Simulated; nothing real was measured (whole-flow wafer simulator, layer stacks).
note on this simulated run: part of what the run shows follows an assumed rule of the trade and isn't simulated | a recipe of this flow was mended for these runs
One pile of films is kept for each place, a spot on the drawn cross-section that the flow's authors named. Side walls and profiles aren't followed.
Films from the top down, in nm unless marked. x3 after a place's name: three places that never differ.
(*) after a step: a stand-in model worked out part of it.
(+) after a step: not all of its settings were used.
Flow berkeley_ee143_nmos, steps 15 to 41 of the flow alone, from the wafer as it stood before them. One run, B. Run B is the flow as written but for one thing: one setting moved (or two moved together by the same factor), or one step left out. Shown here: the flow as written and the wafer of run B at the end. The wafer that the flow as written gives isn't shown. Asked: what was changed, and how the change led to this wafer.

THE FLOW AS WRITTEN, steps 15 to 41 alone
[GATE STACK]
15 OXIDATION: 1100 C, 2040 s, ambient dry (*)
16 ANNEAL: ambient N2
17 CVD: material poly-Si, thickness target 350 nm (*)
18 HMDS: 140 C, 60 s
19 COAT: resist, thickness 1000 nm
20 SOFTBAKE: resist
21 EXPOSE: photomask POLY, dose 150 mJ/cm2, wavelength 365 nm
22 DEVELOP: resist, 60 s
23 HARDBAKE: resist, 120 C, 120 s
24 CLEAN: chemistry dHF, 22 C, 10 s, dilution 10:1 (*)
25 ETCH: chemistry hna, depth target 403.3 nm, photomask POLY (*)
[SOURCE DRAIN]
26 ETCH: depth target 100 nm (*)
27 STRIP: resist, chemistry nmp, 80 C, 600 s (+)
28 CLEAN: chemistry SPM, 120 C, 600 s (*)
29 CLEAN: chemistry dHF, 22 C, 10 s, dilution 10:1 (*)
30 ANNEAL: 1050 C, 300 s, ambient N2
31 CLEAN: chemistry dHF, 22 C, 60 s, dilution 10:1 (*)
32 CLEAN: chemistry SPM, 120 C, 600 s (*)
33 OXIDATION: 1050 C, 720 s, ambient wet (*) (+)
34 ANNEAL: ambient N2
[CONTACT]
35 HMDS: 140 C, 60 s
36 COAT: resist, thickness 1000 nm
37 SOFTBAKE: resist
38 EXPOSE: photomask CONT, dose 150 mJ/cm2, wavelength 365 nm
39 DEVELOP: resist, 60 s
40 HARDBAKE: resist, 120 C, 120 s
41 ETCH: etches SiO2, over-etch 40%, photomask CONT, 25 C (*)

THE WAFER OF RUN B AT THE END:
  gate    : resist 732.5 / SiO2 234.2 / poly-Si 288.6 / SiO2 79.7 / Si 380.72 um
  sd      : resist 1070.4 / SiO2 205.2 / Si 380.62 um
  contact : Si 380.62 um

The cause: step 17, CVD: thickness target 392 nm was run, where the flow has thickness target 350 nm; step 33, OXIDATION: 806 s was run, where the flow has 720 s.

How the change led to this, step by step:
  17 CVD: material poly-Si, thickness target 350 nm (*)
      gate, sd, contact, field: poly-Si +392 (new film) (as written it would be: poly-Si +350 (new film))
  25 ETCH: chemistry hna, depth target 403.3 nm, photomask POLY (*)
      sd, contact, field: poly-Si -392 (all of it), SiO2 -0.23 (as written it would be: poly-Si -350 (all of it), SiO2 -1.07)
  33 OXIDATION: 1050 C, 720 s, ambient wet (*) (+)
      sd, contact: SiO2 +205.2 (new film), chemical SiO2 -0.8 (all of it), Si -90 (as written it would be: SiO2 +189.4 (new film), chemical SiO2 -0.8 (all of it), Si -83)
      gate: SiO2 +234.2 (new film), chemical SiO2 -0.8 (all of it), poly-Si -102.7 (as written it would be: SiO2 +217.6 (new film), chemical SiO2 -0.8 (all of it), poly-Si -95.4)
      (and at 1 more place)
  36 COAT: resist, thickness 1000 nm
      gate: resist +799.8 (new film) (as written it would be: resist +822.5 (new film))
  40 HARDBAKE: resist, 120 C, 120 s
      gate: resist -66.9 (as written it would be: resist -69)
  41 ETCH: etches SiO2, over-etch 40%, photomask CONT, 25 C (*)
      contact: SiO2 -205.2 (all of it) (as written it would be: SiO2 -189.4 (all of it))
